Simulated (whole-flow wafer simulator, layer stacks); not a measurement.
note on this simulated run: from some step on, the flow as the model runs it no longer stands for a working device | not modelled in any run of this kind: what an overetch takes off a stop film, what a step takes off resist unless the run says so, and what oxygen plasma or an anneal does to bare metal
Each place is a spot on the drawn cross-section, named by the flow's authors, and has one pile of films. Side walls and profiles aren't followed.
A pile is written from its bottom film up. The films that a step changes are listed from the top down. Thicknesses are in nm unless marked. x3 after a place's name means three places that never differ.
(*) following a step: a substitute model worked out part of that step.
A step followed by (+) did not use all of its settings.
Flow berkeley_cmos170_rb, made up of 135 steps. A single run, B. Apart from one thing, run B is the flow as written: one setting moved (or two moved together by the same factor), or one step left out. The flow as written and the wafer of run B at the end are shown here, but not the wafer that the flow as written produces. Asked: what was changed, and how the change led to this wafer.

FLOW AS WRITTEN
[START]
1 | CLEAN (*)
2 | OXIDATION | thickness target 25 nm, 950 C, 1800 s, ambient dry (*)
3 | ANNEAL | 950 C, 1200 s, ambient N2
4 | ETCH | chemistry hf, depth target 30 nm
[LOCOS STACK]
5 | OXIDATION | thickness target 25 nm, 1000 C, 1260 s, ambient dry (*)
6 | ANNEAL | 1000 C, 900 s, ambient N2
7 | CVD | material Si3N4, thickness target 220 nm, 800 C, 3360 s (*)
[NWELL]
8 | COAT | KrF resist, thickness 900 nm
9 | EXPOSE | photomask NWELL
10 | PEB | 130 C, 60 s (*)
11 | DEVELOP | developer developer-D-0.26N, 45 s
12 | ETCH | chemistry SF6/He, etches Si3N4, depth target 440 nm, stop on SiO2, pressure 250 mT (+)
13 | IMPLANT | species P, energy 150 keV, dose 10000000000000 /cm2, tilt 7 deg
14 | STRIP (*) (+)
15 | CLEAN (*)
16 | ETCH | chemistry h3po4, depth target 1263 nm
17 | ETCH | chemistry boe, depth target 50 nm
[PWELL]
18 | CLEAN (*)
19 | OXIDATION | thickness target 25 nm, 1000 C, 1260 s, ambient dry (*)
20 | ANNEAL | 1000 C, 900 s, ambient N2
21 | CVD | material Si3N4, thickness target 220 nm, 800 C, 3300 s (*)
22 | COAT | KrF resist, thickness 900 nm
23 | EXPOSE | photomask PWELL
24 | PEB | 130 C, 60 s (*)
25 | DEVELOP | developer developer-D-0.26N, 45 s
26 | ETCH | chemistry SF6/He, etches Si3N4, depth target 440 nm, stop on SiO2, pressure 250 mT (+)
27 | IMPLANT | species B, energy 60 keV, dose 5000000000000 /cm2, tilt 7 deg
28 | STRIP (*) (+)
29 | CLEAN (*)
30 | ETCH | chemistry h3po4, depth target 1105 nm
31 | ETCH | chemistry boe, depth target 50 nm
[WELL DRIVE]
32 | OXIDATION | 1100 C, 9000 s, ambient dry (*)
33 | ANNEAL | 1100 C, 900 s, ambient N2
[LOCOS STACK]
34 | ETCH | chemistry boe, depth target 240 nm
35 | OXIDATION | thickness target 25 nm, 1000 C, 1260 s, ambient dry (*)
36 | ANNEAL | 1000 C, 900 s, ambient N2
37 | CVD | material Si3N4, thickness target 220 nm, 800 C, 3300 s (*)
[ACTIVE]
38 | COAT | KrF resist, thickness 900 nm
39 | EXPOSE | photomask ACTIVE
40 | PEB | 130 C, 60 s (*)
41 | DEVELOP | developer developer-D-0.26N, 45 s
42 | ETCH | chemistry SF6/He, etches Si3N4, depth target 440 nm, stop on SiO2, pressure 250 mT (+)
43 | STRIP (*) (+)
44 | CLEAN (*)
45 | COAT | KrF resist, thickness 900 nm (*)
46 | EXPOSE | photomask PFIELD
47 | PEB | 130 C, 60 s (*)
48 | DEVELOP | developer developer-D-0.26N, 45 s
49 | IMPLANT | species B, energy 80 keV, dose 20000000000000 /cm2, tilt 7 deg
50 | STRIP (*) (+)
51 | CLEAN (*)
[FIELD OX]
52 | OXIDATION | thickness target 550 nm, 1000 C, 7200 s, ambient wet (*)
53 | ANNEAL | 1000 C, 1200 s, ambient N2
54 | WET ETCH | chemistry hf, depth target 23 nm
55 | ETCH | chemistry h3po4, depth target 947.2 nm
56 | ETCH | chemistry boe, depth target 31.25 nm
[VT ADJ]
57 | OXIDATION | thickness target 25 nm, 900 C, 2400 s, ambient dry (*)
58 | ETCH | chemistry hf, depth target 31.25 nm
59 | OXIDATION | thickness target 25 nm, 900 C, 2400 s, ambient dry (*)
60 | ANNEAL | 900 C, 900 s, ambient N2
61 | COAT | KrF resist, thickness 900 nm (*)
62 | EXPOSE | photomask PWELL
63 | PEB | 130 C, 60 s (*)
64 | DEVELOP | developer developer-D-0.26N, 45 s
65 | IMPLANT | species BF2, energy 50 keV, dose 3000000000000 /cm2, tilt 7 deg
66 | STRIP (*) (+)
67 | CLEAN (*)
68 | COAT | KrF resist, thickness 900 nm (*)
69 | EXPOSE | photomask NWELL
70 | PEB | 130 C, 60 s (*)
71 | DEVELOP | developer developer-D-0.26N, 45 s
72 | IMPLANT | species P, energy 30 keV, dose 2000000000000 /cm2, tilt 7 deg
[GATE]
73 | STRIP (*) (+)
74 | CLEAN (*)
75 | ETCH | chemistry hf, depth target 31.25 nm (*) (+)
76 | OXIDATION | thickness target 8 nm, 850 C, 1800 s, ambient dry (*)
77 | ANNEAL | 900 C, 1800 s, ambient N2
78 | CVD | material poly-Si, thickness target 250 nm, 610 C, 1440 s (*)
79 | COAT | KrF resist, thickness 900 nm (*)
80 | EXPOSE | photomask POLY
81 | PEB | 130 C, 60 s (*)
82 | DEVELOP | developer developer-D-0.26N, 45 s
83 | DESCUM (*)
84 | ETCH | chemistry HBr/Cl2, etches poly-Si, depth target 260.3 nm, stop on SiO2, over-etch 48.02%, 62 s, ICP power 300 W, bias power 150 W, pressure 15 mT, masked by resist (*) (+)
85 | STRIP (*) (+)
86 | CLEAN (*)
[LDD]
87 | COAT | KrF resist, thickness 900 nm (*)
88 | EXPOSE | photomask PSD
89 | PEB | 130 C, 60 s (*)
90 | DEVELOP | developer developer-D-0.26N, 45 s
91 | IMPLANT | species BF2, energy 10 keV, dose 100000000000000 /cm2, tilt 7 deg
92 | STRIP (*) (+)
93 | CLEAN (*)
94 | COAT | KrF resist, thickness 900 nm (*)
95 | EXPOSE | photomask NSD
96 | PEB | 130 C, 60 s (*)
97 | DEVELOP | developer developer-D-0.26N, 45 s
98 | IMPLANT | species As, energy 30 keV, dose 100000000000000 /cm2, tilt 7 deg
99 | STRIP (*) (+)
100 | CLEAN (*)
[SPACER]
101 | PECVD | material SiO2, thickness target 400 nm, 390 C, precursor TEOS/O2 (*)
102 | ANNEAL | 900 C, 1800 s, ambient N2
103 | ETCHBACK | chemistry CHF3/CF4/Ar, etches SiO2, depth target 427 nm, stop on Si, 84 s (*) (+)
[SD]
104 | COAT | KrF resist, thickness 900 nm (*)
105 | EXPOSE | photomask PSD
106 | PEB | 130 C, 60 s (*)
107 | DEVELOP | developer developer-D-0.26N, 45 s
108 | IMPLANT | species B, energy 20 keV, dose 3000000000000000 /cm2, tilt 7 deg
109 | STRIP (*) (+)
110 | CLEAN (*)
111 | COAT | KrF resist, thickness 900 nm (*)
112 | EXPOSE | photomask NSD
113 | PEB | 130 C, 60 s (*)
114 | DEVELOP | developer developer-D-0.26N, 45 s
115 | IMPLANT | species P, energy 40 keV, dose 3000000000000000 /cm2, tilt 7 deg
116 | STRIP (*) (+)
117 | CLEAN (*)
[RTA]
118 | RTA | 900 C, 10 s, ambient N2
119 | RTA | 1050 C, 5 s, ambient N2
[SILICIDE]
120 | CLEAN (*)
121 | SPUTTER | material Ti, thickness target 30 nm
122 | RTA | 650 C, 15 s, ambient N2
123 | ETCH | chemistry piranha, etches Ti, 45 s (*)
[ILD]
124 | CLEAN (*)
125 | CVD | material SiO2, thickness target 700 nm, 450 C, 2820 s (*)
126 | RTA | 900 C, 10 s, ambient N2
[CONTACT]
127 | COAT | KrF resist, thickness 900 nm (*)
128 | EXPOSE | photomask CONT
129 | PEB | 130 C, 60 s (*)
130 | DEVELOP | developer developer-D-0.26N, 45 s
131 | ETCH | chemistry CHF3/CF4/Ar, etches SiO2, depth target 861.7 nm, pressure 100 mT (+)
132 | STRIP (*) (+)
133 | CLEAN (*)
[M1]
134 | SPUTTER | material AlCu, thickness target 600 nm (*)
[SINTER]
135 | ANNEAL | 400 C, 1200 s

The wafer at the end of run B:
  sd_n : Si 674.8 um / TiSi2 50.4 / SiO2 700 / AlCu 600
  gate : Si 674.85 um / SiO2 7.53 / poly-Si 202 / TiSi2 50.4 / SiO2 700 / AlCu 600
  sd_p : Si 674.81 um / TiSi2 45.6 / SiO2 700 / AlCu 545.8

What caused this: step 121, SPUTTER: thickness target 27 nm was run, while the flow as written has thickness target 30 nm.

The path from the change to this, step by step:
  121 | SPUTTER | material Ti, thickness target 30 nm
      field, sd_n, spacer_n, gate, spacer_p, gate_p, contact, m1: +27 Ti (new film) (it would be, as written: +30 Ti (new film))
      sd_p: +24.4 Ti (new film) (it would be, as written: +27.1 Ti (new film))
  122 | RTA | 650 C, 15 s, ambient N2
      sd_p: -19 Ti, +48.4 TiSi2 C49 (new film), -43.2 Si (it would be, as written: -21.1 Ti, +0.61 TiSi first (new film), +52.9 TiSi2 C49 (new film), -47.6 Si)
      sd_n, contact, m1: -21.1 Ti, +0.4 TiSi first (new film), +53 TiSi2 C49 (new film), -47.5 Si (it would be, as written: -23.4 Ti, +6.2 TiSi first (new film), +50.3 TiSi2 C49 (new film), -49 Si)
      (as well as at 2 more places)
  123 | ETCH | chemistry piranha, etches Ti, 45 s (*)
      sd_n, gate, gate_p, contact, m1: -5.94 Ti (all of it) (it would be, as written: -6.6 Ti (all of it))
      field, spacer_n, spacer_p: -27 Ti (all of it) (it would be, as written: -30 Ti (all of it))
      (as well as at 1 more place)
  126 | RTA | 900 C, 10 s, ambient N2
      sd_p: under 1 film: +45.6 TiSi2 (new film), -48.4 TiSi2 C49 (all of it) (it would be, as written: under 1 film: +50.7 TiSi2 (new film), -0.61 TiSi first (all of it), -52.9 TiSi2 C49 (all of it), -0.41 Si)
      sd_n, contact, m1: under 1 film: +50.4 TiSi2 (new film), -0.4 TiSi first (all of it), -53 TiSi2 C49 (all of it), -0.27 Si (it would be, as written: under 1 film: +56 TiSi2 (new film), -6.2 TiSi first (all of it), -50.3 TiSi2 C49 (all of it), -4.12 Si)
      (as well as at 2 more places)
